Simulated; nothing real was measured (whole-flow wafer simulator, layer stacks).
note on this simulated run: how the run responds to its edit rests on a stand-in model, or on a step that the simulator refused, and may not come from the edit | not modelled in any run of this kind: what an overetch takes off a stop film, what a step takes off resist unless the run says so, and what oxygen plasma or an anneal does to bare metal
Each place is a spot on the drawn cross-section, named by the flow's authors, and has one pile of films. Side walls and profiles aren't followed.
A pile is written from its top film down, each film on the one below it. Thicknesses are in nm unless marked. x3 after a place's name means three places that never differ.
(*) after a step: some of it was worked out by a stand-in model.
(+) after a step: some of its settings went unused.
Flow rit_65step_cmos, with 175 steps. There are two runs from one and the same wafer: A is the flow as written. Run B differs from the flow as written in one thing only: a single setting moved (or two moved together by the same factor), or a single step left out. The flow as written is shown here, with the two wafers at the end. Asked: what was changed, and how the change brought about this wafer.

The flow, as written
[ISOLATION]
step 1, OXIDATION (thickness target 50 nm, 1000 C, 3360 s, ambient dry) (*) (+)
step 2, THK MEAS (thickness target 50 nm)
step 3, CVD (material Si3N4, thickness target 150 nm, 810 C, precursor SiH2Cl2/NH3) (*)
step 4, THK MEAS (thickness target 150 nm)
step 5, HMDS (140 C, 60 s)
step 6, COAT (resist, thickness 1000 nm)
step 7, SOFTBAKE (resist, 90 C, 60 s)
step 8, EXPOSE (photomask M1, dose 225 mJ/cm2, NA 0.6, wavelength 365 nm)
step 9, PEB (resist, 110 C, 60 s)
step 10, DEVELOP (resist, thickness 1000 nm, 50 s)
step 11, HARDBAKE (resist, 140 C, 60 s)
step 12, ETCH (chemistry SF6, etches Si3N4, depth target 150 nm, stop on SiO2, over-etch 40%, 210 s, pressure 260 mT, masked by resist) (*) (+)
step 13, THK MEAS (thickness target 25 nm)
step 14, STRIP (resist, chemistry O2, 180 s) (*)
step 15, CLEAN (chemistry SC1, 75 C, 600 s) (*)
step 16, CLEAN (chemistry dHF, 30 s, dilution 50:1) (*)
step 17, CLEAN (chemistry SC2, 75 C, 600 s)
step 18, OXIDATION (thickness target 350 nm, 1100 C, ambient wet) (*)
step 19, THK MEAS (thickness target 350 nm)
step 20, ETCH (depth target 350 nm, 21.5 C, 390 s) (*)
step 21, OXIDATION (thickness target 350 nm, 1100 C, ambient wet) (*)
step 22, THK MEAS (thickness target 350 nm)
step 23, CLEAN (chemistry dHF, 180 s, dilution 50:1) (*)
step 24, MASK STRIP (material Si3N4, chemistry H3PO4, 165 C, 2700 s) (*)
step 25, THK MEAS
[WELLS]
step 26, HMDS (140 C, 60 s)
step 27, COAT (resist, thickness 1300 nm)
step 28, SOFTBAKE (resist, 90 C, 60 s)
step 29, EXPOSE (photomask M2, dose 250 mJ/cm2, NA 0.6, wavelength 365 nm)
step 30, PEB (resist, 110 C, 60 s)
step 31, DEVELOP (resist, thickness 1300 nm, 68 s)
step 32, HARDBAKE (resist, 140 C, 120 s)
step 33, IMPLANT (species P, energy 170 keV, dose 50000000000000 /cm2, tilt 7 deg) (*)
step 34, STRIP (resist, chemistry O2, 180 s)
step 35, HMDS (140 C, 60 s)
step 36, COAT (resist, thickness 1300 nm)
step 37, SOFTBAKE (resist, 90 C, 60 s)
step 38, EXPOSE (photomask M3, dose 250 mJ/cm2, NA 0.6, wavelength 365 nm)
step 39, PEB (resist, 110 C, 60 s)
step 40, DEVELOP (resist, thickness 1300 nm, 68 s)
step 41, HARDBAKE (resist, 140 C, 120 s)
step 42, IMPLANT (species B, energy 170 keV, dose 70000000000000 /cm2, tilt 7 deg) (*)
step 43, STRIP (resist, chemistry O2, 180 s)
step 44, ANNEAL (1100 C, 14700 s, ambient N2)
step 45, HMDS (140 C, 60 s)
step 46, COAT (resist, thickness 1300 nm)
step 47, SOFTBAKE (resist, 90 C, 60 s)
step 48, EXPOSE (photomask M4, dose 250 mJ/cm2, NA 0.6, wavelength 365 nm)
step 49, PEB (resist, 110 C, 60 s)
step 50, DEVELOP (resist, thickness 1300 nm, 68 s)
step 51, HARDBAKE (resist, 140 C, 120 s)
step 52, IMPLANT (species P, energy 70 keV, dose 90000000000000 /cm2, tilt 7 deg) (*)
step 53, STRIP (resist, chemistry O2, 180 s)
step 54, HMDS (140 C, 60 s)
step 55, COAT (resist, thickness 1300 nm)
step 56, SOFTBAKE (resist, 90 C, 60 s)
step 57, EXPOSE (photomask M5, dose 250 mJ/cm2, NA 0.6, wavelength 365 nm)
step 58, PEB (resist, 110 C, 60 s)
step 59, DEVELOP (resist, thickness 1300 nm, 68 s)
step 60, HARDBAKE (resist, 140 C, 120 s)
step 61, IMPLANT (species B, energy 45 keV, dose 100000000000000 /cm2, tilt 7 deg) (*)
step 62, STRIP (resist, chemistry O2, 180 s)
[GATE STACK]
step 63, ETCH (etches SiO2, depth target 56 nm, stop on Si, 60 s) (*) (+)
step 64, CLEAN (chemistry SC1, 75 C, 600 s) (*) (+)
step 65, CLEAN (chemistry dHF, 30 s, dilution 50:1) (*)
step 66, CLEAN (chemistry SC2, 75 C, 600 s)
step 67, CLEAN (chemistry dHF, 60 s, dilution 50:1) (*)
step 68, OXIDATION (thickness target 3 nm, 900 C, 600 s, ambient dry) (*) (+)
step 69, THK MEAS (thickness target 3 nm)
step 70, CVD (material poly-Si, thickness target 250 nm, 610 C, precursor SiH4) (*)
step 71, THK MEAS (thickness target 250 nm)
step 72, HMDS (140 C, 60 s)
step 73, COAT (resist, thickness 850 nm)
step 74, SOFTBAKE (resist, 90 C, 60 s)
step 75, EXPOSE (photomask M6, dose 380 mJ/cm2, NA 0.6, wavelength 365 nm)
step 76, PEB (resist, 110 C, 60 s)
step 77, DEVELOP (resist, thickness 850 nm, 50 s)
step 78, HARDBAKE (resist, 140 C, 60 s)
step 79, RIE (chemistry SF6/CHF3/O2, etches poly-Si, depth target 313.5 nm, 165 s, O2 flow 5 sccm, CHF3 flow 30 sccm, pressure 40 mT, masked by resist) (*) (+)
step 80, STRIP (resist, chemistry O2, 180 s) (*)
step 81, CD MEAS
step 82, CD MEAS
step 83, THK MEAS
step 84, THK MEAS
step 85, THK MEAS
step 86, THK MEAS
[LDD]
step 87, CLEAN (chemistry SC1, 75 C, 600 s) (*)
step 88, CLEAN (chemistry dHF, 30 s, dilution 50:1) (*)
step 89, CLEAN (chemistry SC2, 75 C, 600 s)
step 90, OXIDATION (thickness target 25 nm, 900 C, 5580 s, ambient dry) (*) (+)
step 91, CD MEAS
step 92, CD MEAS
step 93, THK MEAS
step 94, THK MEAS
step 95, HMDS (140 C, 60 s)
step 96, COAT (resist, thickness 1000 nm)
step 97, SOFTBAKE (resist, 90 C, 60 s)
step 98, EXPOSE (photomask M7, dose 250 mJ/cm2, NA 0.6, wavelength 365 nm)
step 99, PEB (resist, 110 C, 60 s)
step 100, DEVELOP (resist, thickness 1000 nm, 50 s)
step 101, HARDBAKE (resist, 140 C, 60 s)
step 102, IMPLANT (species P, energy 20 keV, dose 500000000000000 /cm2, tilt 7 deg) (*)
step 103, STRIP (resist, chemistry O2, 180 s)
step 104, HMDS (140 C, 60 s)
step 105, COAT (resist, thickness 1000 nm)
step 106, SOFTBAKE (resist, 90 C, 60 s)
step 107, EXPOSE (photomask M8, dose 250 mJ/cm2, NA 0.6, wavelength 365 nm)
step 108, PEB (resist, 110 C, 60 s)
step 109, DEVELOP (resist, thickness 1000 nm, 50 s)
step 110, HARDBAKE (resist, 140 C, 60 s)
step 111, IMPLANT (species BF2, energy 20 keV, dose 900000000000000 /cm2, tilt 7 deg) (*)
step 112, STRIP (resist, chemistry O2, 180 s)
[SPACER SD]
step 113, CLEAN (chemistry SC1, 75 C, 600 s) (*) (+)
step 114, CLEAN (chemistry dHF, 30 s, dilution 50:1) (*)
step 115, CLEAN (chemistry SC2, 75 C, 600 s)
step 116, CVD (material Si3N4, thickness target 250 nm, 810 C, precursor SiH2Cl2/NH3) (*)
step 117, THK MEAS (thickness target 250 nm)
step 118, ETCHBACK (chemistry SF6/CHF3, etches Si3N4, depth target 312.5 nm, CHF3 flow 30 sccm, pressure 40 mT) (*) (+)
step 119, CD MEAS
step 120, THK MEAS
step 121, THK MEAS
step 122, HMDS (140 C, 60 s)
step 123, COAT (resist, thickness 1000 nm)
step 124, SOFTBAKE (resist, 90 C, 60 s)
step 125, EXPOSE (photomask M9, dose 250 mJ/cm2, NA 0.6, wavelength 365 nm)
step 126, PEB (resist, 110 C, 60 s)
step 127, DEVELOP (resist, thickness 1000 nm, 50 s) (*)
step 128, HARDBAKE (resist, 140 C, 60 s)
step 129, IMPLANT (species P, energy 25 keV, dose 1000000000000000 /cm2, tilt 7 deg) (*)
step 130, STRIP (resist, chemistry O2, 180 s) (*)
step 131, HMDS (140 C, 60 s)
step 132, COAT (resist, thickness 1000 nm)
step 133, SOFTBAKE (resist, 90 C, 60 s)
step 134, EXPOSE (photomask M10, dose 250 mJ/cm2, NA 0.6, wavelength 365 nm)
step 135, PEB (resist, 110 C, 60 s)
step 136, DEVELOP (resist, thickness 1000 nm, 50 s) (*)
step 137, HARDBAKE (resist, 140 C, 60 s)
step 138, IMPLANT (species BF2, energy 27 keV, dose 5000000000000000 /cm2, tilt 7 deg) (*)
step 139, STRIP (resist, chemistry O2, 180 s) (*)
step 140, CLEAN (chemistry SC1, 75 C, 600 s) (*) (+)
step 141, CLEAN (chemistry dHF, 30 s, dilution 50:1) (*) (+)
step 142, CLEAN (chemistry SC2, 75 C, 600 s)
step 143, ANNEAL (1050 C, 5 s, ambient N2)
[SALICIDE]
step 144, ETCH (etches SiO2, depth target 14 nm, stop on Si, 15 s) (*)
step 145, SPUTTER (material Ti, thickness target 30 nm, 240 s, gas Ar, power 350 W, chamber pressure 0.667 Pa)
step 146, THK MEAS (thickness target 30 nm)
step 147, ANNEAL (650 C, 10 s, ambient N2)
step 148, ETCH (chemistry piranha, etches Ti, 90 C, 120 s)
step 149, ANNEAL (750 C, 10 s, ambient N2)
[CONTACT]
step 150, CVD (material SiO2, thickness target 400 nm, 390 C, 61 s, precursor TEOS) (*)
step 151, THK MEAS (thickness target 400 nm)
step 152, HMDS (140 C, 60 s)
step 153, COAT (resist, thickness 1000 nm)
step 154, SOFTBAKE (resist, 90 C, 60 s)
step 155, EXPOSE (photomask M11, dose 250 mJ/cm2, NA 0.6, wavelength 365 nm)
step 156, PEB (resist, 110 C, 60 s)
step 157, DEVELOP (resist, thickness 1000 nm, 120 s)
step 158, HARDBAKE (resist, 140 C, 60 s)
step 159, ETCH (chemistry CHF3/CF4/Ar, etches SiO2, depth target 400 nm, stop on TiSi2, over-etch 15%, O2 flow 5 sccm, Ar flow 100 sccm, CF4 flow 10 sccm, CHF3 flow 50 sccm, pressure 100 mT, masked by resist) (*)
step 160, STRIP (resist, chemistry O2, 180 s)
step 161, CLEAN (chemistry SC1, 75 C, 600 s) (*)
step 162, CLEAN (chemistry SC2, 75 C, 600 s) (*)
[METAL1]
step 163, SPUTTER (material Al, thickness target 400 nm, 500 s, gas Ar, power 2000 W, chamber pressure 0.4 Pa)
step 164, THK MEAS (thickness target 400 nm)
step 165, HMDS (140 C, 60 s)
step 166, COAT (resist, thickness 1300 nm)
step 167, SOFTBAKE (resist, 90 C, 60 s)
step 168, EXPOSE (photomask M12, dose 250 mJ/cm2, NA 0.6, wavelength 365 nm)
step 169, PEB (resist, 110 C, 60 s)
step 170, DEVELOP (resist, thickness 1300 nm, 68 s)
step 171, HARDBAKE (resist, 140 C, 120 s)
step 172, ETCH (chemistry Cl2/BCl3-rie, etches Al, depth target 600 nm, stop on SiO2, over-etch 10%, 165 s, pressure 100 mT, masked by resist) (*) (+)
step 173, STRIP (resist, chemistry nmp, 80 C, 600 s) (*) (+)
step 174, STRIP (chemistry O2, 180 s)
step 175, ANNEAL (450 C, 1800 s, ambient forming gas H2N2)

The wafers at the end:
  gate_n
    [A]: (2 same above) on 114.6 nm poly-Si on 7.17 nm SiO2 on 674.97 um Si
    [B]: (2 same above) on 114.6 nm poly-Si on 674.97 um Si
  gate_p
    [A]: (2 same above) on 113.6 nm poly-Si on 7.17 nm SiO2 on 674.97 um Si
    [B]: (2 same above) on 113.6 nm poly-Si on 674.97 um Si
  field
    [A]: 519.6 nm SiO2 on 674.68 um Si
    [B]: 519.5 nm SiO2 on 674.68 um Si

The reason: step 68, OXIDATION: thickness target 3 nm, 900 C, 600 s, ambient dry (*) (+), was skipped.

The path from the change to this, step by step:
  step 79, RIE (chemistry SF6/CHF3/O2, etches poly-Si, depth target 313.5 nm, 165 s, O2 flow 5 sccm, CHF3 flow 30 sccm, pressure 40 mT, masked by resist) (*) (+)
      active_n, active_p, spacer, spacer_p, sd_n, sd_p, contact, m1: A poly-Si loses 250 (all of it), SiO2 loses 7.17 (all of it) | B poly-Si loses 250 (all of it), Si loses 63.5
  step 96, COAT (resist, thickness 1000 nm)
      gate_n, gate_p: A resist gains 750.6 (new film) | B resist gains 703.1 (new film)
      field: A resist gains 1039.8 (new film) | B resist gains 997.5 (new film)
      (and at 3 other places as well)
  step 99, PEB (resist, 110 C, 60 s)
      gate_n, gate_p: A resist loses 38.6 | B resist loses 36
      field: A resist loses 54 | B resist loses 51.8
      (and at 3 other places as well)
  step 100, DEVELOP (resist, thickness 1000 nm, 50 s)
      field: A resist loses 985.8 (all of it) | B resist loses 945.7 (all of it)
      gate_n: A resist loses 712.1 (all of it) | B resist loses 667.1 (all of it)
  step 101, HARDBAKE (resist, 140 C, 60 s)
      field_pw: A resist loses 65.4 | B resist loses 63.5
      field_nw: A resist loses 65.8 | B resist loses 63.9
      (and at 2 other places as well)
  step 103, STRIP (resist, chemistry O2, 180 s)
      field_pw: A resist loses 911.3 (all of it) | B resist loses 884 (all of it)
      field_nw: A resist loses 916.3 (all of it) | B resist loses 889.3 (all of it)
      (and at 2 other places as well)
  step 105, COAT (resist, thickness 1000 nm)
      gate_n, gate_p: A resist gains 750.6 (new film) | B resist gains 703.1 (new film)
      field: A resist gains 1039.8 (new film) | B resist gains 997.5 (new film)
      (and at 3 other places as well)
  step 108, PEB (resist, 110 C, 60 s)
      gate_n, gate_p: A resist loses 38.6 | B resist loses 36
      field: A resist loses 54 | B resist loses 51.8
      (and at 3 other places as well)
  step 109, DEVELOP (resist, thickness 1000 nm, 50 s)
      field_p: A resist loses 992 (all of it) | B resist loses 952.3 (all of it)
      gate_p: A resist loses 712.1 (all of it) | B resist loses 667.1 (all of it)
  step 110, HARDBAKE (resist, 140 C, 60 s)
      field: A resist loses 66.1 | B resist loses 63.4
      field_pw: A resist loses 65.4 | B resist loses 63.5
      (and at 2 other places as well)
  step 112, STRIP (resist, chemistry O2, 180 s)
      field: A resist loses 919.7 (all of it) | B resist loses 882.3 (all of it)
      field_pw: A resist loses 911.3 (all of it) | B resist loses 884 (all of it)
      (and at 2 other places as well)
  step 123, COAT (resist, thickness 1000 nm)
      field: A resist gains 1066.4 (new film) | B resist gains 1024.5 (new film)
      field_pw: A resist gains 1044.8 (new film) | B resist gains 1014.6 (new film)
      (and at 6 other places as well)
  step 126, PEB (resist, 110 C, 60 s)
      field: A resist loses 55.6 | B resist loses 53.2
      field_pw: A resist loses 54.3 | B resist loses 52.7
      (and at 6 other places as well)
  step 127, DEVELOP (resist, thickness 1000 nm, 50 s) (*)
      field: A resist loses 1010.9 (all of it) | B resist loses 971.3 (all of it)
      gate_n: A resist loses 791.9 (all of it) | B resist loses 752.5 (all of it)
      (and at 1 other place as well)
  step 128, HARDBAKE (resist, 140 C, 60 s)
      field_pw: A resist loses 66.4 | B resist loses 64.4
      field_nw: A resist loses 67.1 | B resist loses 64.8
      (and at 3 other places as well)
  step 130, STRIP (resist, chemistry O2, 180 s) (*)
      field_pw: A resist loses 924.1 (all of it) | B resist loses 897.4 (all of it)
      field_nw: A resist loses 928.7 (all of it) | B resist loses 902.6 (all of it)
      (and at 3 other places as well)
  ... another 11 steps ...
  step 170, DEVELOP (resist, thickness 1300 nm, 68 s)
      field: A resist loses 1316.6 (all of it) | B resist loses 1273.2 (all of it)
      field_pw: A resist loses 1285.5 (all of it) | B resist loses 1255.2 (all of it)
      (and at 6 other places as well)
